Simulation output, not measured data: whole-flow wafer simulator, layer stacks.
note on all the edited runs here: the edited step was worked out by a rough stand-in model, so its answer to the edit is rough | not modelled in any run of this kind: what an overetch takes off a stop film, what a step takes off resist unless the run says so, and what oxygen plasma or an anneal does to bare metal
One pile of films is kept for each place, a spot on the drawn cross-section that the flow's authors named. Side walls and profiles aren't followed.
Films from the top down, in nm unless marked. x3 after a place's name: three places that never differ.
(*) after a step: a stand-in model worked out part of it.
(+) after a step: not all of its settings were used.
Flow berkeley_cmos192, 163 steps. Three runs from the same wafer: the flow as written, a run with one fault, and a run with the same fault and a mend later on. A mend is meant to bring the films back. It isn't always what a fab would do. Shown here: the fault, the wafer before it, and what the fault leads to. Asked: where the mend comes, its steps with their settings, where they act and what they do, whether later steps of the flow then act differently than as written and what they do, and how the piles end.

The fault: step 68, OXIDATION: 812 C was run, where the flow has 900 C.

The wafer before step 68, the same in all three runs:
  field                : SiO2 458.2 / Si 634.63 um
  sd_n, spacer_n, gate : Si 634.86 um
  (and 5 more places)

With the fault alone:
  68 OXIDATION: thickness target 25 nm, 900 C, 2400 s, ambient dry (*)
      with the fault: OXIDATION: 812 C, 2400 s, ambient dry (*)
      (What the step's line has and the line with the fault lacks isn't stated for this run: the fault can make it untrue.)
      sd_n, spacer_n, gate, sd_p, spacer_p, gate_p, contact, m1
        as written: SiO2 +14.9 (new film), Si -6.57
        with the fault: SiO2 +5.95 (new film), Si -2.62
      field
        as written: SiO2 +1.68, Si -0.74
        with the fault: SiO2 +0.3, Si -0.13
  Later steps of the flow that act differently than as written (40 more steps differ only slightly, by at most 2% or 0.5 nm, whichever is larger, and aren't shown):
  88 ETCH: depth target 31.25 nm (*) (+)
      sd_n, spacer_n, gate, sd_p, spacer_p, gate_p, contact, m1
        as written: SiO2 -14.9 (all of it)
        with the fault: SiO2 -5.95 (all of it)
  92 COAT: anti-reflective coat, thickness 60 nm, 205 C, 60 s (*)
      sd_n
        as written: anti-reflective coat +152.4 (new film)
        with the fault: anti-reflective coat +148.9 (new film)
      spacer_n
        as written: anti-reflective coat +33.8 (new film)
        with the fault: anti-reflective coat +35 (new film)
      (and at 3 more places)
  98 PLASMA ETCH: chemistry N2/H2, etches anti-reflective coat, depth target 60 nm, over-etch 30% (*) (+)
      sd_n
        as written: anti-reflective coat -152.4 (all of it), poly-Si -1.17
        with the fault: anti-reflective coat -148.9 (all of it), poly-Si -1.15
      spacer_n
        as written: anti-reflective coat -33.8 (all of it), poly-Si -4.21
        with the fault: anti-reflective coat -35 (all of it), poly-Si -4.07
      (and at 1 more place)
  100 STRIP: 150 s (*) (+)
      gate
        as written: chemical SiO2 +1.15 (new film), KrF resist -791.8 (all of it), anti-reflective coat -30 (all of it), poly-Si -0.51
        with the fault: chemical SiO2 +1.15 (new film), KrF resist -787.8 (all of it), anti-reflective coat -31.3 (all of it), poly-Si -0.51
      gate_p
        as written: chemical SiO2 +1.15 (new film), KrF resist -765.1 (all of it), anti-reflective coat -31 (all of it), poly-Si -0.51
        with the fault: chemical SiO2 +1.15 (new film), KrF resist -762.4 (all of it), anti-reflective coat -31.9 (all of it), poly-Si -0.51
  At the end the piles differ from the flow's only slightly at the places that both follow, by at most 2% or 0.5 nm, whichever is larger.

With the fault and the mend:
  The mend comes after step 75.
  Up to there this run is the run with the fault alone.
  75a STRIP: 150 s (*) (+)
      sd_p
        KrF resist -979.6 (all of it)
      spacer_p
        KrF resist -960.7 (all of it)
      gate_p
        KrF resist -959.8 (all of it)
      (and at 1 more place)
  75b CLEAN: chemistry SPM
      changes no film at any place that is followed
  75c OXIDATION: 900 C, 1841 s, ambient dry (*) (the flow's step 68 once more, with other settings)
      sd_n, spacer_n, gate, sd_p, spacer_p, gate_p, contact, m1
        SiO2 +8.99, Si -3.95
      field
        SiO2 +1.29, Si -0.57
  75d HMDS (the flow's step 70 once more)
      changes no film at any place that is followed
  75e COAT: KrF resist, thickness 900 nm (*) (the flow's step 71 once more)
      spacer_n, gate
        KrF resist +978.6 (new film)
      field
        KrF resist +842.4 (new film)
      sd_n
        KrF resist +1013.2 (new film)
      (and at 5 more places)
  75f SOFTBAKE: KrF resist (the flow's step 72 once more)
      changes no film at any place that is followed
  75g EXPOSE: photomask PWELL, dose 30 mJ/cm2, NA 0.5, wavelength 248 nm (*) (the flow's step 73 once more)
      changes no film at any place that is followed
  75h PEB: KrF resist, 130 C, 60 s (the flow's step 74 once more)
      sd_n, m1
        KrF resist -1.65
      spacer_n, gate
        KrF resist -1.58
      spacer_p, gate_p
        KrF resist -1.57
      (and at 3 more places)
  75i DEVELOP: KrF resist, thickness 900 nm, developer developer-D-0.26N, 45 s (the flow's step 75 once more)
      sd_p, spacer_p, gate_p, m1
        KrF resist -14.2
      spacer_n, gate
        KrF resist -977 (all of it)
      field
        KrF resist -841.1 (all of it)
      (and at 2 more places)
  No later step of the flow acts differently than as written, at any place that is followed, by more than 2% or 0.5 nm, whichever is larger.
  At the end the piles differ from the flow's only slightly at the places that both follow, by at most 2% or 0.5 nm, whichever is larger.
